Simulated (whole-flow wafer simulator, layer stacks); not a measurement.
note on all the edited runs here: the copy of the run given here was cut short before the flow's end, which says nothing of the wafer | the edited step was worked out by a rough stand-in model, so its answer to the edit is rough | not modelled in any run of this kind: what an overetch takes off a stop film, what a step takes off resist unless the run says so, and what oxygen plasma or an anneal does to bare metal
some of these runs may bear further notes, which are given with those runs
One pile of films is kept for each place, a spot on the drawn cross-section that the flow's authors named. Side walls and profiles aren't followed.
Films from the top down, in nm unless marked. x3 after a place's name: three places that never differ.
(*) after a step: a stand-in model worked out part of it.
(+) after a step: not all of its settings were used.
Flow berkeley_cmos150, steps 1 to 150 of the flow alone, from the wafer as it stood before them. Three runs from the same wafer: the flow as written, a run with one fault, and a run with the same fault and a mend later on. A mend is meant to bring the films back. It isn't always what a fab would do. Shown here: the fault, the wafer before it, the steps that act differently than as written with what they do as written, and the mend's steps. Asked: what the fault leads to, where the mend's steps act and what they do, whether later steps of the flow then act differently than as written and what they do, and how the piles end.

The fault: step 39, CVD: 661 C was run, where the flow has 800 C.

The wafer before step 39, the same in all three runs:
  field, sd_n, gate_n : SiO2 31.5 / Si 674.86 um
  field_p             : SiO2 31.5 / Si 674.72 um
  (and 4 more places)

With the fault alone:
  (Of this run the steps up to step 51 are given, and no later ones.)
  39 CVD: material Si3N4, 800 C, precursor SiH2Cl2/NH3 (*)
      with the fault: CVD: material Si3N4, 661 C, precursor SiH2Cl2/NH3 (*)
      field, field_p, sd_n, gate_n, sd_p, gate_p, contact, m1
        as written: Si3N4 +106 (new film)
        with the fault: Si3N4 +8.85 (new film)
  Later steps of the flow that act differently than as written:
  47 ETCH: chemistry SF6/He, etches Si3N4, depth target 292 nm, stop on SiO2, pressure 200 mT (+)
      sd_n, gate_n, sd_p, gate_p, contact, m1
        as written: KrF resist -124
        with the fault: KrF resist -18.3
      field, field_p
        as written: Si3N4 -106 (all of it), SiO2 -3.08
        with the fault: Si3N4 -8.85 (all of it), SiO2 -3.08
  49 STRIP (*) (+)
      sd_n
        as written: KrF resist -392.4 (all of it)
        with the fault: KrF resist -498 (all of it)
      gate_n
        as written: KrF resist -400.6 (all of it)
        with the fault: KrF resist -506.3 (all of it)
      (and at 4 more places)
  After step 51 the piles differ from the flow's by more than 2% or 0.5 nm, whichever is larger, at sd_n, gate_n, sd_p, gate_p, contact, m1.
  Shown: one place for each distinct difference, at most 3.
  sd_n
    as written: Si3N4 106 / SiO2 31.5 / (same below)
    with the fault: Si3N4 8.85 / SiO2 31.5 / (same below)

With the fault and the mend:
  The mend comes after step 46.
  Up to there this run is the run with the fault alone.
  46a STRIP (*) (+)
      sd_n
        KrF resist -516.3 (all of it)
      gate_n
        KrF resist -524.6 (all of it)
      sd_p
        KrF resist -566.8 (all of it)
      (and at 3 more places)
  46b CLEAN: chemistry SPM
      changes no film at any place that is followed
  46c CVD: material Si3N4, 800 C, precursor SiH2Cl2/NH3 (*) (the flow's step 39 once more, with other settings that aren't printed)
      field, field_p, sd_n, gate_n, sd_p, gate_p, contact, m1
        Si3N4 +97.2
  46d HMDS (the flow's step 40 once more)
      changes no film at any place that is followed
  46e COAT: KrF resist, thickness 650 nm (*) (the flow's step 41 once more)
      field
        KrF resist +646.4 (new film)
      field_p
        KrF resist +715.2 (new film)
      sd_n
        KrF resist +633.7 (new film)
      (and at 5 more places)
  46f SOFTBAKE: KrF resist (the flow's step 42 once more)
      changes no film at any place that is followed
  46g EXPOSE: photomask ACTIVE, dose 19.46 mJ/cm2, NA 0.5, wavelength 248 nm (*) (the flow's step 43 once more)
      changes no film at any place that is followed
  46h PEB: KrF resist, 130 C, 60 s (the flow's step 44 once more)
      gate_n, contact, m1
        KrF resist -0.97
      field
        KrF resist -0.98
      field_p
        KrF resist -1.1
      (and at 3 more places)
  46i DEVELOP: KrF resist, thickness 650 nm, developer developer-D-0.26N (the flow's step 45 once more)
      sd_n, gate_n, sd_p, gate_p, contact, m1
        KrF resist -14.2
      field
        KrF resist -645.4 (all of it)
      field_p
        KrF resist -714.1 (all of it)
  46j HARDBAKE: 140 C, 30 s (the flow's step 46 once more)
      sd_n
        KrF resist -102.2
      gate_n
        KrF resist -103.8
      sd_p
        KrF resist -112.2
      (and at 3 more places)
  No later step of the flow acts differently than as written, at any place that is followed, by more than 2% or 0.5 nm, whichever is larger.
  At the end the piles are the same as the flow's at every place that both follow.
